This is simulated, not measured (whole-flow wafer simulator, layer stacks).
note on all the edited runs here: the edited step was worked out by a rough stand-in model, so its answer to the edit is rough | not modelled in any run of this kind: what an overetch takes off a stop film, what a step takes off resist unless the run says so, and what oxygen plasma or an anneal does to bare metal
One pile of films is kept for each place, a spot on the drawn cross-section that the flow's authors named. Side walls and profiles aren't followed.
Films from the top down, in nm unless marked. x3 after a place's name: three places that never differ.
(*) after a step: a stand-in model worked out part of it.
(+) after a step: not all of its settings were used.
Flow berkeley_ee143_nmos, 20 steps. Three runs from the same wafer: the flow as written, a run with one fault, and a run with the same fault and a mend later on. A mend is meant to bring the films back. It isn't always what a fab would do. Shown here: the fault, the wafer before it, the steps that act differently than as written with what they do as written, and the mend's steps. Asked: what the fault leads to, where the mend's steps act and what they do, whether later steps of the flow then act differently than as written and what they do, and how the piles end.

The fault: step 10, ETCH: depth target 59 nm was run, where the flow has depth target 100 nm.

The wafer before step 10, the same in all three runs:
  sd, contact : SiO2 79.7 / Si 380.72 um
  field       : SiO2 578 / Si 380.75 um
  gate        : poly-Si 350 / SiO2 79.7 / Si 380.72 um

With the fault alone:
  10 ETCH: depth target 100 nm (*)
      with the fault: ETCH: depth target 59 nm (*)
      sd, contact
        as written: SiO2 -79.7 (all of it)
        with the fault: SiO2 -59
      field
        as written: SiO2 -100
        with the fault: SiO2 -59
  Later steps of the flow that act differently than as written:
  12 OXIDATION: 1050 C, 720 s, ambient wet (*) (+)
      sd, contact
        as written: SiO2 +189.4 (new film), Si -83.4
        with the fault: SiO2 +177.5, Si -78.1
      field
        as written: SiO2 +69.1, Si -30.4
        with the fault: SiO2 +65.3, Si -28.7
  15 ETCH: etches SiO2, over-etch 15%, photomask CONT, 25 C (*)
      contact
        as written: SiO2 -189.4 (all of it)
        with the fault: SiO2 -198.1 (all of it)
  At the end the piles differ from the flow's by more than 2% or 0.5 nm, whichever is larger, at sd, field.
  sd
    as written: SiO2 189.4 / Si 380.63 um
    with the fault: SiO2 198.1 / Si 380.64 um
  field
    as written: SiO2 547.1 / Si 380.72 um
    with the fault: SiO2 584.2 / Si 380.72 um

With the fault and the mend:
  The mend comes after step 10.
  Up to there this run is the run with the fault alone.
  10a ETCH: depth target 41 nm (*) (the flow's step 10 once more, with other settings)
      sd, contact
        SiO2 -20.7 (all of it)
      field
        SiO2 -41
  No later step of the flow acts differently than as written at any place that is followed.
  At the end the piles are the same as the flow's at every place that both follow.
